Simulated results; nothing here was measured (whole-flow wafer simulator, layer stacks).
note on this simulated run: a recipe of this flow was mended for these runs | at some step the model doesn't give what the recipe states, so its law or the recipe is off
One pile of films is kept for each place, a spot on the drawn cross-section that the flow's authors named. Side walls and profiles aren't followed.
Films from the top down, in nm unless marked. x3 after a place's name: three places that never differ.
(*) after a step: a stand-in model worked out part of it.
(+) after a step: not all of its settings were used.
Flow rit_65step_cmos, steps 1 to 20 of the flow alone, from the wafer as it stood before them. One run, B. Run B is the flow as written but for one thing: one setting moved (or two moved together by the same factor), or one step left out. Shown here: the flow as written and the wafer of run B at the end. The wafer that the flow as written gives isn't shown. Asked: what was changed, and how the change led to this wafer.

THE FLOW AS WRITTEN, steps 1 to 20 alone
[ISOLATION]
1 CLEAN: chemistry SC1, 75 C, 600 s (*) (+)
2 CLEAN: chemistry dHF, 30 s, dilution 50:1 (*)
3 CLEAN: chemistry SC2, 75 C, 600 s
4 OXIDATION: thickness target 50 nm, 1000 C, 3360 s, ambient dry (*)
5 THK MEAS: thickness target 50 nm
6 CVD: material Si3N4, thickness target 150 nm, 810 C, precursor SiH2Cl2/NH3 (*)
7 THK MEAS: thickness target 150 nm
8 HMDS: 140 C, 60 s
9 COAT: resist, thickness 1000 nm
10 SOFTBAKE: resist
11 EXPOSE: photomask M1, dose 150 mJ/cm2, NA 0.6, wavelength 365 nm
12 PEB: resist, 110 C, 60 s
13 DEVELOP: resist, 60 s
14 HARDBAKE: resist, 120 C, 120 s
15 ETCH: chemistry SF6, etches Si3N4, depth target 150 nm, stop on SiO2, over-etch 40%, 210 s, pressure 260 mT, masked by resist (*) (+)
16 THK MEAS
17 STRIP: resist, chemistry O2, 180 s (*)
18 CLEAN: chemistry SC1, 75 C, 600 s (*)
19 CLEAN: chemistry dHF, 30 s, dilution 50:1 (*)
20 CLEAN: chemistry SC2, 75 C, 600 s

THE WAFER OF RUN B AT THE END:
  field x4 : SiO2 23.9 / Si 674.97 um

The cause: step 18, CLEAN: 368 s was run, where the flow has 600 s.

How the change led to this, step by step:
  18 CLEAN: chemistry SC1, 75 C, 600 s (*)
      field x4: SiO2 -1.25 (as written it would be: SiO2 -2.05)
